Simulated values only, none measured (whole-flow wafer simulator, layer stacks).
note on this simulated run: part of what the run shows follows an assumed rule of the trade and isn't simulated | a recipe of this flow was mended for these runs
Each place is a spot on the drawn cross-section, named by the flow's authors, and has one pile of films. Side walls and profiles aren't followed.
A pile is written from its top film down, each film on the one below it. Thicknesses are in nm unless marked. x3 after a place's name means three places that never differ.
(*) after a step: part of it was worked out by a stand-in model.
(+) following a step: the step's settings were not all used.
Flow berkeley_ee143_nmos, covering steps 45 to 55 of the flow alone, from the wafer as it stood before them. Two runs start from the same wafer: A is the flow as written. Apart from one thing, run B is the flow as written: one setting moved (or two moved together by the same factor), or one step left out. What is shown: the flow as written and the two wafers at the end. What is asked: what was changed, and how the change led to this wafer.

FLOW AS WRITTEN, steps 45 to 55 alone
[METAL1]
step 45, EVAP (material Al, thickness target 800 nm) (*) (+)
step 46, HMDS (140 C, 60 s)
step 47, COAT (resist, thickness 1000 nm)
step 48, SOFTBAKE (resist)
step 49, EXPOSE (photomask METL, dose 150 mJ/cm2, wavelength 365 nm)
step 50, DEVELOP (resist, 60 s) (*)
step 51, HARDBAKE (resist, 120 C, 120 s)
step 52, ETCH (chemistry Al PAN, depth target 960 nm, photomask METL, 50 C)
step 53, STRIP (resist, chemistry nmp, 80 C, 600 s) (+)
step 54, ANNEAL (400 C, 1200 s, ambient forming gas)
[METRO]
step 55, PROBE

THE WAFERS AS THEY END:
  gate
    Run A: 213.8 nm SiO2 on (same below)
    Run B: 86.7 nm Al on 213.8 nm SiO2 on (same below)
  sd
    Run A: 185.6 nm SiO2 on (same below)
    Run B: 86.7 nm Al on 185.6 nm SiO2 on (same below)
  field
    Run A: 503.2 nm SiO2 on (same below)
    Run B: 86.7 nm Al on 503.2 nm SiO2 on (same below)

Cause: step 52, ETCH: depth target 700 nm was run, though the flow has depth target 960 nm.

How this came from the change, step by step:
  step 52, ETCH (chemistry Al PAN, depth target 960 nm, photomask METL, 50 C)
      gate, sd, field: A -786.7 Al (all of it) | B -700 Al
With metal films that touch counted as one body, gate has 1 body; the flow as written gives 0 bodies.
With metal films that touch counted as one body, sd has 1 body; the flow as written gives 0 bodies.
With metal films that touch counted as one body, field has 1 body; the flow as written gives 0 bodies.
